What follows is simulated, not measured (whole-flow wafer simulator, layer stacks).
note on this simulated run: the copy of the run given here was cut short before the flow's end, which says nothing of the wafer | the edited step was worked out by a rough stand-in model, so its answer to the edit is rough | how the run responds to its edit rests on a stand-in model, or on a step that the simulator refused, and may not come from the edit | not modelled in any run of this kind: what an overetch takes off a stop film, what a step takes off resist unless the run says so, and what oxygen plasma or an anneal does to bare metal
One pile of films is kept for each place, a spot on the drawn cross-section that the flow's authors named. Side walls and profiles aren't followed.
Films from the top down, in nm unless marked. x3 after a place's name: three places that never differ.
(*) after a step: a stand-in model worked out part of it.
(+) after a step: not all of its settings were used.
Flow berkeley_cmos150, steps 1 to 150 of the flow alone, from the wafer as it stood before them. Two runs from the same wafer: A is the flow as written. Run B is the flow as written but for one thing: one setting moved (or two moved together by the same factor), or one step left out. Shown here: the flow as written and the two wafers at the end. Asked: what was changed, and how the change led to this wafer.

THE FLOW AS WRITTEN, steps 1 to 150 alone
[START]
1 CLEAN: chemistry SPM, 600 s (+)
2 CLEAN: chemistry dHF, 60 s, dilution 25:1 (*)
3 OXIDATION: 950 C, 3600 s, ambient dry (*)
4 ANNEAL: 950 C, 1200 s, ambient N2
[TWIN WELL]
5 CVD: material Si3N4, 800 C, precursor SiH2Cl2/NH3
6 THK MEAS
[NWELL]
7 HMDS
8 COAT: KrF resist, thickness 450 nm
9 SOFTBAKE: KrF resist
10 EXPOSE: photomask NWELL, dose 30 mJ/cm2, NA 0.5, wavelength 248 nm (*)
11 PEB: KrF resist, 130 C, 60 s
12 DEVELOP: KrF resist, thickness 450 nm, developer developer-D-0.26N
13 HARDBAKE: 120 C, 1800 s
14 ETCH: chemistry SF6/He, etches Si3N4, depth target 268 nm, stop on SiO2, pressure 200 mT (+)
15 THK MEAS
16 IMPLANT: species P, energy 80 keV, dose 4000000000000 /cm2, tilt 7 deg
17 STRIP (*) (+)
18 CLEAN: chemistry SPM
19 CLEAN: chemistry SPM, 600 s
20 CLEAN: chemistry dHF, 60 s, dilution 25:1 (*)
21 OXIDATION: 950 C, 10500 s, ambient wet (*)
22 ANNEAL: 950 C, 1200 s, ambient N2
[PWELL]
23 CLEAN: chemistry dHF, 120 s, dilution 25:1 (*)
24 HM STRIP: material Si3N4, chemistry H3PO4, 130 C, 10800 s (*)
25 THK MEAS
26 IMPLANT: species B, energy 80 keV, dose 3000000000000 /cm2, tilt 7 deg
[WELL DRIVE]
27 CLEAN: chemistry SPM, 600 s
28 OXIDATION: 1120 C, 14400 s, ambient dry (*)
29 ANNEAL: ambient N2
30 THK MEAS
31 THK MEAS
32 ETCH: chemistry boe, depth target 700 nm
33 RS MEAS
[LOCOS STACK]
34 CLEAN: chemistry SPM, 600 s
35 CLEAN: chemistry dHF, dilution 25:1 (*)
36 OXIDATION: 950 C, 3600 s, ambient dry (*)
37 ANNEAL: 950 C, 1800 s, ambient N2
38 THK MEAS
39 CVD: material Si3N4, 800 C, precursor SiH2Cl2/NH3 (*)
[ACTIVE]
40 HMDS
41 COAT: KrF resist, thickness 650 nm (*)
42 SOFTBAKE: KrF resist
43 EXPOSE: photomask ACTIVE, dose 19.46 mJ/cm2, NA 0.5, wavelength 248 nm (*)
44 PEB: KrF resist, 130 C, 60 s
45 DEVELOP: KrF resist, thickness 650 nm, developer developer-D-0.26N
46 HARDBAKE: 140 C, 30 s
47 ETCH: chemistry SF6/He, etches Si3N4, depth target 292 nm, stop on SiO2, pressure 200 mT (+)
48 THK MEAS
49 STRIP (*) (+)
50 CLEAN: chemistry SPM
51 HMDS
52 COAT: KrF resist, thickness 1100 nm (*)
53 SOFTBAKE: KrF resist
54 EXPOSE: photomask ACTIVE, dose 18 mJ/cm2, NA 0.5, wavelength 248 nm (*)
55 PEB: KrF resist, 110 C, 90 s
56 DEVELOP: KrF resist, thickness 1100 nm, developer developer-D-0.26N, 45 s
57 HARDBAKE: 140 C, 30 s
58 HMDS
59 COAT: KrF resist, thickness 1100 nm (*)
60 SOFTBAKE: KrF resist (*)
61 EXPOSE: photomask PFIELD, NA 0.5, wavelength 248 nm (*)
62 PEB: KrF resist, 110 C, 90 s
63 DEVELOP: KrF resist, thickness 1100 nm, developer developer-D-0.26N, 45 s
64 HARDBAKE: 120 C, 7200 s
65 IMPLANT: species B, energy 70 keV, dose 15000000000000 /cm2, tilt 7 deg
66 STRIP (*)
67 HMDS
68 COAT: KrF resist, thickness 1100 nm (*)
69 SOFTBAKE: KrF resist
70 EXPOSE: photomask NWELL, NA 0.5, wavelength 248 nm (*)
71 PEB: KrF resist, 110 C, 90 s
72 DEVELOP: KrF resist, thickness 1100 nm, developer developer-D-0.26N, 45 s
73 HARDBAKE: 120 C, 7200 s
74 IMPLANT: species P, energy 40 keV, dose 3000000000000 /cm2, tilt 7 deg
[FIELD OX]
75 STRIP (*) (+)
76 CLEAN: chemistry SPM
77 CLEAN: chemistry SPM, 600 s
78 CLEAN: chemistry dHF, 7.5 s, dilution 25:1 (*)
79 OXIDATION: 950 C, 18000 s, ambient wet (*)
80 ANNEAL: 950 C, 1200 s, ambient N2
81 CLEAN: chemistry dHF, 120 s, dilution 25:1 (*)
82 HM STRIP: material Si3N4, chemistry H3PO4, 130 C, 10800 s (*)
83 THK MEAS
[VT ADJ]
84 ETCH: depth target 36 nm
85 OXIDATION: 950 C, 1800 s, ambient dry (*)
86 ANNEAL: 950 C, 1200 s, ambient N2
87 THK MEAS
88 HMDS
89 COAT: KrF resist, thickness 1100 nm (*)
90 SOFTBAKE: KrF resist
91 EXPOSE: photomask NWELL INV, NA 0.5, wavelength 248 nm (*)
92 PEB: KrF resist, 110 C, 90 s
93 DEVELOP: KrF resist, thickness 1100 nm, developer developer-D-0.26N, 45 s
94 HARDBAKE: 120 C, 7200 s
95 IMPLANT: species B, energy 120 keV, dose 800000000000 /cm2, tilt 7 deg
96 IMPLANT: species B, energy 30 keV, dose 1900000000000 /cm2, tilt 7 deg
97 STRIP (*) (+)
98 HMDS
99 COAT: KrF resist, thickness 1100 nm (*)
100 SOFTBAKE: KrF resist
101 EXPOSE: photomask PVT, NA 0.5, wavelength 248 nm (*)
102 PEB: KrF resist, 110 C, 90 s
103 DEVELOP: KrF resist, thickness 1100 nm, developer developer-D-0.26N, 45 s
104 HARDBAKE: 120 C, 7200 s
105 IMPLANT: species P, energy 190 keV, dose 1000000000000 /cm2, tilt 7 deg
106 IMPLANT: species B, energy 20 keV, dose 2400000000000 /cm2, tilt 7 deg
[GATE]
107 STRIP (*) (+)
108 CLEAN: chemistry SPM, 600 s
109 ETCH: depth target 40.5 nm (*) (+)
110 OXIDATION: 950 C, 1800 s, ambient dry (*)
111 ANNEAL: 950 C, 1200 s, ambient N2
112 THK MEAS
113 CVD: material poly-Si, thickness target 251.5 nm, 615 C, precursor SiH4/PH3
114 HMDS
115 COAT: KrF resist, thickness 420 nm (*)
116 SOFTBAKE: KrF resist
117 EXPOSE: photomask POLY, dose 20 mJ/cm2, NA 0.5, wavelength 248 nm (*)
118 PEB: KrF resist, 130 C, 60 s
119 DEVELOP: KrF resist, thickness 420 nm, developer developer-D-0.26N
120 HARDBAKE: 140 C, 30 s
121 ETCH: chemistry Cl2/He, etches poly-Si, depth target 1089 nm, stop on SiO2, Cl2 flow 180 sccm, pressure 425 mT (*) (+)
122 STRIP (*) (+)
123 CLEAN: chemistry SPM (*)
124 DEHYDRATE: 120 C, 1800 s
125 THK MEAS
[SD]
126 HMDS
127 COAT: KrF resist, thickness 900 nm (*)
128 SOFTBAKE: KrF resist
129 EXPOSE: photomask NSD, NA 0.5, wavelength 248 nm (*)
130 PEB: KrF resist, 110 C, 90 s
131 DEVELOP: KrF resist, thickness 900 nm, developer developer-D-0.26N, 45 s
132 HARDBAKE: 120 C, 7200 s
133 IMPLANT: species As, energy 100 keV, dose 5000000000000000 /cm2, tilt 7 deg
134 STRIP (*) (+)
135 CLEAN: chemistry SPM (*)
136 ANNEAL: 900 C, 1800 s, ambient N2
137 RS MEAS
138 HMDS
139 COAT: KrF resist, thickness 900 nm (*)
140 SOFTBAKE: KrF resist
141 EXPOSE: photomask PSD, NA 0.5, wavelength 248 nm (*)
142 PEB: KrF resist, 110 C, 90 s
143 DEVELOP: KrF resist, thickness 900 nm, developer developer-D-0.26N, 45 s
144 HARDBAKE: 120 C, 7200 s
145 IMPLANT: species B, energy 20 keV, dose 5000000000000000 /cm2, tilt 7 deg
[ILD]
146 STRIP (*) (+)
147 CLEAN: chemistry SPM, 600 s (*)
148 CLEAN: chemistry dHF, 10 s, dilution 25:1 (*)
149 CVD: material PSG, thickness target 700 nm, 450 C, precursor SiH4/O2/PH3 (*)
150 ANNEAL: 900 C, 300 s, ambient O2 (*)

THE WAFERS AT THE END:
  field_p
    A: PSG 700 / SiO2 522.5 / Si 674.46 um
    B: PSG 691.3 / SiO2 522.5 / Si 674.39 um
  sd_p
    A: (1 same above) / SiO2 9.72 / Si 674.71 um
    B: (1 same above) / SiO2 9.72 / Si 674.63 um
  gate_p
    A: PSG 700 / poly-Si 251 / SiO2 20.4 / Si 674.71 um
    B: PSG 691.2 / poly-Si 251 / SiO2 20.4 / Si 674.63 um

The cause: step 21, OXIDATION: 998 C was run, where the flow has 950 C.

How the change led to this, step by step:
  21 OXIDATION: 950 C, 10500 s, ambient wet (*)
      field, sd_n, gate_n, contact, m1: A SiO2 +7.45 (new film), Si3N4 -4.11 | B SiO2 +14.8 (new film), Si3N4 -8.14
      field_p, sd_p, gate_p: A SiO2 +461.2, Si -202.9 | B SiO2 +648.9, Si -285.5
  23 CLEAN: chemistry dHF, 120 s, dilution 25:1 (*)
      field, sd_n, gate_n, contact, m1: A SiO2 -7.45 (all of it), Si3N4 -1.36 | B SiO2 -14.8 (all of it), Si3N4 -0.72
  24 HM STRIP: material Si3N4, chemistry H3PO4, 130 C, 10800 s (*)
      field, sd_n, gate_n, contact, m1: A Si3N4 -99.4 (all of it), SiO2 -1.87 | B Si3N4 -96 (all of it), SiO2 -1.9
  28 OXIDATION: 1120 C, 14400 s, ambient dry (*)
      field_p, sd_p, gate_p: A SiO2 +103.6, Si -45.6 | B SiO2 +79.3, Si -34.9
  32 ETCH: chemistry boe, depth target 700 nm
      field_p, sd_p, gate_p: A SiO2 -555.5 (all of it) | B SiO2 -700
  34 CLEAN: chemistry SPM, 600 s
      field_p, sd_p, gate_p: A chemical SiO2 +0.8 (new film), Si -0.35 | B nothing
  35 CLEAN: chemistry dHF, dilution 25:1 (*)
      field_p, sd_p, gate_p: A chemical SiO2 -0.8 (all of it) | B SiO2 -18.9 (all of it)
  41 COAT: KrF resist, thickness 650 nm (*)
      field_p: A KrF resist +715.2 (new film) | B KrF resist +750.2 (new film)
      sd_p: A KrF resist +694.3 (new film) | B KrF resist +717 (new film)
      (and at 1 more place)
  45 DEVELOP: KrF resist, thickness 650 nm, developer developer-D-0.26N
      field_p: A KrF resist -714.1 (all of it) | B KrF resist -749 (all of it)
  46 HARDBAKE: 140 C, 30 s
      sd_p: A KrF resist -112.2 | B KrF resist -115.9
      gate_p: A KrF resist -111.5 | B KrF resist -114.8
  49 STRIP (*) (+)
      sd_p: A KrF resist -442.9 (all of it) | B KrF resist -461.8 (all of it)
      gate_p: A KrF resist -439.2 (all of it) | B KrF resist -456.2 (all of it)
  52 COAT: KrF resist, thickness 1100 nm (*)
      field_p: A KrF resist +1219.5 (new film) | B KrF resist +1263.9 (new film)
      sd_p: A KrF resist +1111.6 (new film) | B KrF resist +1147.3 (new film)
      (and at 1 more place)
  56 DEVELOP: KrF resist, thickness 1100 nm, developer developer-D-0.26N, 45 s
      field_p: A KrF resist -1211 (all of it) | B KrF resist -1255.1 (all of it)
  57 HARDBAKE: 140 C, 30 s
      sd_p: A KrF resist -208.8 | B KrF resist -215.5
      gate_p: A KrF resist -209.5 | B KrF resist -216
  59 COAT: KrF resist, thickness 1100 nm (*)
      field_p: A KrF resist +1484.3 (new film) | B KrF resist +1532.5 (new film)
      sd_p: A KrF resist +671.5 | B KrF resist +687.3
      (and at 1 more place)
  64 HARDBAKE: 120 C, 7200 s
      field_p: A KrF resist -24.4 | B KrF resist -25.2
  ... 20 more steps ...
  146 STRIP (*) (+)
      field_p: A KrF resist -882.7 (all of it) | B KrF resist -923.3 (all of it)
